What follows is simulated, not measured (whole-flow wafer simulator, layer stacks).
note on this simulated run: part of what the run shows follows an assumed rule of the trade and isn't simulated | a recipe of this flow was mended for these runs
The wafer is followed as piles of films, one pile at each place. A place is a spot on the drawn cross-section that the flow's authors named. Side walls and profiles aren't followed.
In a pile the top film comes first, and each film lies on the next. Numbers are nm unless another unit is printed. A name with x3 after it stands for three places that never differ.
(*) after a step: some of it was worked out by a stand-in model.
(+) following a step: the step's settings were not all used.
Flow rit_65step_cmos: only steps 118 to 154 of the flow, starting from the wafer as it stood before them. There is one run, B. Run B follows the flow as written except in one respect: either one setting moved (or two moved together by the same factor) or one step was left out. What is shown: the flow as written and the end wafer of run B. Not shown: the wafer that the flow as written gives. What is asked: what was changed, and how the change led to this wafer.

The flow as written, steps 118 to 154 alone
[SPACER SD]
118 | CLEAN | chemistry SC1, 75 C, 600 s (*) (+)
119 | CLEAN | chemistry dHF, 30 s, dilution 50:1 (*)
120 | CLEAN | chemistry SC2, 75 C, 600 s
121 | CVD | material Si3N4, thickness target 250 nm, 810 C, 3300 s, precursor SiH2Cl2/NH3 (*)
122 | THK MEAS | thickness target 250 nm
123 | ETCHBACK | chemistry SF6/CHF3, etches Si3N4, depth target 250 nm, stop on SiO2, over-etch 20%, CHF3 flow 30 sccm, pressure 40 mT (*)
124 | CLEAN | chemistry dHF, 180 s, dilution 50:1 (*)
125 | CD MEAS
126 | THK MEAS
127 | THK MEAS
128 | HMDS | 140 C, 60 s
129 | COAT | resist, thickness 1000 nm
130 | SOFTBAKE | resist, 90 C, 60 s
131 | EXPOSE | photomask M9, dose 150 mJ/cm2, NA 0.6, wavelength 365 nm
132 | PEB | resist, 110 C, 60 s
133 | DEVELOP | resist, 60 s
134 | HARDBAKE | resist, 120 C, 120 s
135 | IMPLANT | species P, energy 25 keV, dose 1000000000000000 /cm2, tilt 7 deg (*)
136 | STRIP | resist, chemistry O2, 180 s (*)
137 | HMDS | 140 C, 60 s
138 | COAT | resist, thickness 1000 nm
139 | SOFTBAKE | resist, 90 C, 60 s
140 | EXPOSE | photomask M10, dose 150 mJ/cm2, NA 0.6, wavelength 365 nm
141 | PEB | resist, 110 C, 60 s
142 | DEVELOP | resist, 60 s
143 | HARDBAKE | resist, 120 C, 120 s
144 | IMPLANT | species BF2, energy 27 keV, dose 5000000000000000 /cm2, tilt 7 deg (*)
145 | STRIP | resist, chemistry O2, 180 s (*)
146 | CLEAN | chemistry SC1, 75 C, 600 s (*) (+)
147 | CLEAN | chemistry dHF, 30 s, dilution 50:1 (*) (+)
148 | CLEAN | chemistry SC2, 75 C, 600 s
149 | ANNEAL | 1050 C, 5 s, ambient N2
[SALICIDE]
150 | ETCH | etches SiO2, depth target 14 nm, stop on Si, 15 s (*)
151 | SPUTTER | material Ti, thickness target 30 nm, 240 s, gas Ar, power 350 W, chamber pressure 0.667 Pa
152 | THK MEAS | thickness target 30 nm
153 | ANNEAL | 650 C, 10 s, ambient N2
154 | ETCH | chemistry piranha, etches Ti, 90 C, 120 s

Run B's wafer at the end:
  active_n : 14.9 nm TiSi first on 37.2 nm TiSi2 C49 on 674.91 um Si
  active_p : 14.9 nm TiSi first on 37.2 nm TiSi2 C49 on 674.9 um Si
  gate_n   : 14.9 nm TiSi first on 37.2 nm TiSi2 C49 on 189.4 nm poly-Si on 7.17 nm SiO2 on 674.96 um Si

The reason: step 124, CLEAN: 115 s was run, though the flow has 180 s.

The path from the change to this, step by step:
  124 | CLEAN | chemistry dHF, 180 s, dilution 50:1 (*)
      active_n, sd_n, contact, m1: -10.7 SiO2 (it would be, as written: -12.5 SiO2 (all of it))
      active_p, sd_p: -10.7 SiO2 (it would be, as written: -12 SiO2 (all of it))
      (as well as at 8 more places)
  136 | STRIP | resist, chemistry O2, 180 s (*)
      active_n, sd_n, contact, m1: nothing (it would be, as written: +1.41 chemical SiO2 (new film), -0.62 Si)
      active_p: -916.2 resist (all of it) (it would be, as written: +1.31 chemical SiO2 (new film), -915.4 resist (all of it), -0.58 Si)
      (as well as at 3 more places)
  146 | CLEAN | chemistry SC1, 75 C, 600 s (*) (+)
      active_n, sd_n, contact, m1: +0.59 chemical SiO2 (new film), -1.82 SiO2 (all of it), -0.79 Si (it would be, as written: -1.02 chemical SiO2, -3.49 Si)
      active_p, sd_p: +0.6 chemical SiO2 (new film), -1.23 SiO2 (all of it), -2.22 Si (it would be, as written: -1.02 chemical SiO2, -3.49 Si)
      (as well as at 2 more places)
  147 | CLEAN | chemistry dHF, 30 s, dilution 50:1 (*) (+)
      gate_n: -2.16 SiO2 (all of it) (it would be, as written: -0.6 chemical SiO2 (all of it))
      gate_p: -1.56 SiO2 (all of it) (it would be, as written: -0.6 chemical SiO2 (all of it))
